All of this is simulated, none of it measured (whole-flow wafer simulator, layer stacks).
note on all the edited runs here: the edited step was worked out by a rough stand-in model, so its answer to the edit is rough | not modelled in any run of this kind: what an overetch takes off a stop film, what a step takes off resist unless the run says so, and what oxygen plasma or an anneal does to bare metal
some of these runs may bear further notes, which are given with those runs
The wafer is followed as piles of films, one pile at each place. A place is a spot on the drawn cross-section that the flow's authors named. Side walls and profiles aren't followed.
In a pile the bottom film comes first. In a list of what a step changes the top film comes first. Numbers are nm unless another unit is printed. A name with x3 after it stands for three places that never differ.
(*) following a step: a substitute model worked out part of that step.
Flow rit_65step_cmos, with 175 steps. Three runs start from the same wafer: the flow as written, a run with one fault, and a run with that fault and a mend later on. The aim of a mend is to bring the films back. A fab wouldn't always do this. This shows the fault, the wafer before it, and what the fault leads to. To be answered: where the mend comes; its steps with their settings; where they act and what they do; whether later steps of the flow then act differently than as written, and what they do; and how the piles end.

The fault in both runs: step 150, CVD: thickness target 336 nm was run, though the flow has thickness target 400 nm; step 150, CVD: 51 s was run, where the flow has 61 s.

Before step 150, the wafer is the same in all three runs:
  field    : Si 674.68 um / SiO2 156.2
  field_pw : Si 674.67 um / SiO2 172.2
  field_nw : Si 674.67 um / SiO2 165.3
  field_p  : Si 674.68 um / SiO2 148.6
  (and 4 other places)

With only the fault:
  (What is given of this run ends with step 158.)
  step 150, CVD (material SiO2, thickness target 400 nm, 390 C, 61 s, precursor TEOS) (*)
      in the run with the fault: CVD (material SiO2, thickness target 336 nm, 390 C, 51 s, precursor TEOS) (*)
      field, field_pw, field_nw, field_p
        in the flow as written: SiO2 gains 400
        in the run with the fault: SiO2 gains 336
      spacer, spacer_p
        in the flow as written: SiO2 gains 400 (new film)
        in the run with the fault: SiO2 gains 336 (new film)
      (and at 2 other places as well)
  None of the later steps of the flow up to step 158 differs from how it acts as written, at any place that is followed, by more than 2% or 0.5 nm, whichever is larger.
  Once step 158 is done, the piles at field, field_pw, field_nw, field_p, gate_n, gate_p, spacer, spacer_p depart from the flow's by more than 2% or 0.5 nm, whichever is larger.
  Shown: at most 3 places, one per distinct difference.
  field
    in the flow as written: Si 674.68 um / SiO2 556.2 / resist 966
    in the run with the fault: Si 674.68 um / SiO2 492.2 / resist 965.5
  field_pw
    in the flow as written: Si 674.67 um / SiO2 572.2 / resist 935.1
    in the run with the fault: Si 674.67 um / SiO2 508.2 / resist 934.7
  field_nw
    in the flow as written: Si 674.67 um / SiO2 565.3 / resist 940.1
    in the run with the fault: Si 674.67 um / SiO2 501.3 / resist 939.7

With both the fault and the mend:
  The mend stands after step 158.
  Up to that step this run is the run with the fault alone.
  step 158a, STRIP (resist, chemistry O2, 180 s)
      spacer, spacer_p
        resist loses 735 (all of it)
      field
        resist loses 965.5 (all of it)
      field_pw
        resist loses 934.7 (all of it)
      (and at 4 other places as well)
  step 158b, CVD (material SiO2, thickness target 64 nm, 390 C, 9.76 s, precursor TEOS) (*) (a further turn of the flow's step 150, with different settings)
      field, field_pw, field_nw, field_p, spacer, spacer_p
        SiO2 gains 64
      gate_n, gate_p
        SiO2 gains 62.9
  step 158c, HMDS (140 C, 60 s) (a further turn of the flow's step 152)
      leaves every film unchanged at each place that is followed
  step 158d, COAT (resist, thickness 1000 nm) (a further turn of the flow's step 153)
      field
        resist gains 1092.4 (new film)
      field_pw
        resist gains 1057.4 (new film)
      field_nw
        resist gains 1063.1 (new film)
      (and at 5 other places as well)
  step 158e, SOFTBAKE (resist, 90 C, 60 s) (a further turn of the flow's step 154)
      leaves every film unchanged at each place that is followed
  step 158f, EXPOSE (photomask M11, dose 250 mJ/cm2, NA 0.6, wavelength 365 nm) (a further turn of the flow's step 155)
      leaves every film unchanged at each place that is followed
  step 158g, PEB (resist, 110 C, 60 s) (a further turn of the flow's step 156)
      gate_n, gate_p
        resist loses 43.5
      field
        resist loses 57
      field_pw
        resist loses 55.1
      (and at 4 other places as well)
  step 158h, DEVELOP (resist, thickness 1000 nm, 120 s) (a further turn of the flow's step 157)
      leaves every film unchanged at each place that is followed
  step 158i, HARDBAKE (resist, 140 C, 60 s) (a further turn of the flow's step 158)
      spacer, spacer_p
        resist loses 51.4
      field
        resist loses 70.1
      field_pw
        resist loses 67.6
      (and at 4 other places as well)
  None of the later steps of the flow differs from how it acts as written, at any place that is followed, by more than 2% or 0.5 nm, whichever is larger.
  The piles end only slightly different from the flow's at the places that both follow, by no more than 2% or 0.5 nm, whichever is larger.
